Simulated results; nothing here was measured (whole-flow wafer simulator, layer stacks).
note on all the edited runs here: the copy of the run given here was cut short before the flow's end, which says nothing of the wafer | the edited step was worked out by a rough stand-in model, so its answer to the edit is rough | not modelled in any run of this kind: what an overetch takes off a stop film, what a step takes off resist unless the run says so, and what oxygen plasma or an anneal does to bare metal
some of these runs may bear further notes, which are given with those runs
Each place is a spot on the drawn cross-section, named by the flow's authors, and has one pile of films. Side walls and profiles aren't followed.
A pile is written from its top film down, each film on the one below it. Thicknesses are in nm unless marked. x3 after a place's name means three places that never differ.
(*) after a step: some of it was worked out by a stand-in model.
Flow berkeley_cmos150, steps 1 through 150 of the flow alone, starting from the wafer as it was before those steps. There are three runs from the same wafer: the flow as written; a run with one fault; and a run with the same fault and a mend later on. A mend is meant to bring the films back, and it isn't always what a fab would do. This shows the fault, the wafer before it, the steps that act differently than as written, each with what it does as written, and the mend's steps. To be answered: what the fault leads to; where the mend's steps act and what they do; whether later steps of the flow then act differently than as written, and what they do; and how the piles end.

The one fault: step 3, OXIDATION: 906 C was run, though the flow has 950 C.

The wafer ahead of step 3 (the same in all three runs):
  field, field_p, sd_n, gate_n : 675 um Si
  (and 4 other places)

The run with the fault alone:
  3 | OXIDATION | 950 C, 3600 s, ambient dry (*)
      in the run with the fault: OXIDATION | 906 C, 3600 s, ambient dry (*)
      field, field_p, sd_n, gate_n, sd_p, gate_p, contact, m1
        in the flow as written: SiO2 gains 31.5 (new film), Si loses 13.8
        in the run with the fault: SiO2 gains 20.5 (new film), Si loses 9
  Later steps of the flow acting differently than as written (35 more steps, not shown, differ only slightly: by at most 2% or 0.5 nm, whichever is larger):
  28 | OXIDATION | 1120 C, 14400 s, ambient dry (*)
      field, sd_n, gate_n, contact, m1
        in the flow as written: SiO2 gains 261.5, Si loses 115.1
        in the run with the fault: SiO2 gains 270.6, Si loses 119.1
  At the end the piles are close to the flow's at the places that both follow, differing by at most 2% or 0.5 nm, whichever is larger.

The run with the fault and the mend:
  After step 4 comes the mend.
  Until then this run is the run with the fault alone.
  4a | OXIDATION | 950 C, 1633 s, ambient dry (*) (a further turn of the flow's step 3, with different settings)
      field, field_p, sd_n, gate_n, sd_p, gate_p, contact, m1
        SiO2 gains 10.9, Si loses 4.81
  Later steps of the flow that are run all act as written at every place that is followed.
  The piles end the same as the flow's at every place that both follow.
